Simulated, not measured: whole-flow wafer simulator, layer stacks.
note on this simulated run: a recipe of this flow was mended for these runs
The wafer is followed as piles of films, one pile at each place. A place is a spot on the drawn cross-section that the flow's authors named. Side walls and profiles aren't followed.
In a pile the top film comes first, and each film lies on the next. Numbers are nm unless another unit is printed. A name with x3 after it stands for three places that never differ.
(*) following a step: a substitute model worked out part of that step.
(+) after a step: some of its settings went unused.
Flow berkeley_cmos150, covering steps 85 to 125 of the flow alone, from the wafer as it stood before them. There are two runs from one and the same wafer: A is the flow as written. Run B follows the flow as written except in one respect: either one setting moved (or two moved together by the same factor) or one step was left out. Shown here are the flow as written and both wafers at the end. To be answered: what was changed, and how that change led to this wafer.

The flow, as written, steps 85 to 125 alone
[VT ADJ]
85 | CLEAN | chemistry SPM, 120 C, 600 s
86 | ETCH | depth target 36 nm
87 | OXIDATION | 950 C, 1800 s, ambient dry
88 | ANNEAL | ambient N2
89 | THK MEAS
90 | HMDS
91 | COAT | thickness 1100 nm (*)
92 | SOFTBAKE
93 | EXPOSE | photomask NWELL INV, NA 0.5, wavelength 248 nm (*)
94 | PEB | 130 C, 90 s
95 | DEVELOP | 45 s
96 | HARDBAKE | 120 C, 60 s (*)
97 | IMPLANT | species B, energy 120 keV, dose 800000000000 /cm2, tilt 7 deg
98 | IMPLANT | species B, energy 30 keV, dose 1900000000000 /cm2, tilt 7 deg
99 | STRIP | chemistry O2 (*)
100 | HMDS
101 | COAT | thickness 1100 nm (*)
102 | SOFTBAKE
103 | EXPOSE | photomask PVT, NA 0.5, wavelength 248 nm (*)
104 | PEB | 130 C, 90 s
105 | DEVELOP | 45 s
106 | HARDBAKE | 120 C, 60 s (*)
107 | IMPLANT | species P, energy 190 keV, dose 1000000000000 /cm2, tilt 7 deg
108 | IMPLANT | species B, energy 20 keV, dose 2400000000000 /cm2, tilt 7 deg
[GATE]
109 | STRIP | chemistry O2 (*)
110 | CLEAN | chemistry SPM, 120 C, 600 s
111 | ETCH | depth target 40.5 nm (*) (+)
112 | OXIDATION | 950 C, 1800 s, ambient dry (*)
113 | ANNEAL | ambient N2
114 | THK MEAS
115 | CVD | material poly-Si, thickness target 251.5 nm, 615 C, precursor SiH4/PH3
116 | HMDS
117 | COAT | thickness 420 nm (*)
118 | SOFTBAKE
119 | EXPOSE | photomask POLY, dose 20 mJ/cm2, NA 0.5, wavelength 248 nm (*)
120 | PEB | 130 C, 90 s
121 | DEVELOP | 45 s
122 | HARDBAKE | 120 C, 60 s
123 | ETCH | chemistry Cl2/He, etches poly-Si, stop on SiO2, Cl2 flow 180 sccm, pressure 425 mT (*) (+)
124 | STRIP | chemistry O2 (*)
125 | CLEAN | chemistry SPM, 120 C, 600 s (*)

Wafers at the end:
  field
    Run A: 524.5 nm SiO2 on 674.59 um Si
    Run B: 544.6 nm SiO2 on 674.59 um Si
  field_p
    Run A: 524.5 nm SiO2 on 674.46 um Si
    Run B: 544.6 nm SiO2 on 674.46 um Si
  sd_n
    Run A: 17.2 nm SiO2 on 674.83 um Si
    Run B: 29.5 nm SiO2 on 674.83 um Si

Cause: step 111, ETCH: depth target 20.25 nm was run, while the flow as written has depth target 40.5 nm.

How this came from the change, step by step:
  111 | ETCH | depth target 40.5 nm (*) (+)
      sd_n: A SiO2 loses 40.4 (all of it) | B SiO2 loses 20.3
      field, field_p: A SiO2 loses 40.5 | B SiO2 loses 20.2
  112 | OXIDATION | 950 C, 1800 s, ambient dry (*)
      sd_n: A SiO2 gains 20.4 (new film), Si loses 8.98 | B SiO2 gains 12.5, Si loses 5.51
  124 | STRIP | chemistry O2 (*)
      gate_n: A chemical SiO2 gains 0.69 (new film), KrF-resist loses 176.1 (all of it), poly-Si loses 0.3 | B chemical SiO2 gains 0.69 (new film), KrF-resist loses 184.2 (all of it), poly-Si loses 0.3
      gate_p: A chemical SiO2 gains 0.69 (new film), KrF-resist loses 213.2 (all of it), poly-Si loses 0.3 | B chemical SiO2 gains 0.69 (new film), KrF-resist loses 217.6 (all of it), poly-Si loses 0.3
